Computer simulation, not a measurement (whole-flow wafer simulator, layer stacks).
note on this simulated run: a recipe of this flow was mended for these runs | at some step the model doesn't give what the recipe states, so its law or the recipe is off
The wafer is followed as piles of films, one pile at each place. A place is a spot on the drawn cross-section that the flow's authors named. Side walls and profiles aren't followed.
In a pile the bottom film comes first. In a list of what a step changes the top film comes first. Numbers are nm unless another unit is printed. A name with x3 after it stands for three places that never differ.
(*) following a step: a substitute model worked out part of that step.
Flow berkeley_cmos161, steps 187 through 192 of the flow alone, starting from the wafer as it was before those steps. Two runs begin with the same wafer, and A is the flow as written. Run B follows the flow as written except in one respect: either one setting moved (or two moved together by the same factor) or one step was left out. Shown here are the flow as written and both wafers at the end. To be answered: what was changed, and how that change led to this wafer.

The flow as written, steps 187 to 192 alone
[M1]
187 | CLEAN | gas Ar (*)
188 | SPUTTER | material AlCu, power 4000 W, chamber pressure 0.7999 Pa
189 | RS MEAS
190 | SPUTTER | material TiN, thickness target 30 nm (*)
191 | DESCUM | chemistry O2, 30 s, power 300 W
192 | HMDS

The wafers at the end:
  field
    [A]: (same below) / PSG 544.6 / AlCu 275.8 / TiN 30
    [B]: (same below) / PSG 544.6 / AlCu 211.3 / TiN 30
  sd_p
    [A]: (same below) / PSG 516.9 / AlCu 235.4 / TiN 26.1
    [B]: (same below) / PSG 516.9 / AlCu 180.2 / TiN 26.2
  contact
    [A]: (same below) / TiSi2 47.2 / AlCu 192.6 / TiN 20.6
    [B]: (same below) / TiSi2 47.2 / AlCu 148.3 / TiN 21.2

The reason: step 188, SPUTTER: power 3040 W was run, though the flow has power 4000 W.

Step by step, how the change led to this:
  188 | SPUTTER | material AlCu, power 4000 W, chamber pressure 0.7999 Pa
      field, sd_n, spacer_n, gate_n, spacer_p, gate_p, m1: A AlCu gains 275.8 (new film) | B AlCu gains 211.3 (new film)
      sd_p: A AlCu gains 235.4 (new film) | B AlCu gains 180.2 (new film)
      (and at 1 other place as well)
  190 | SPUTTER | material TiN, thickness target 30 nm (*)
      contact: A TiN gains 20.6 (new film) | B TiN gains 21.2 (new film)
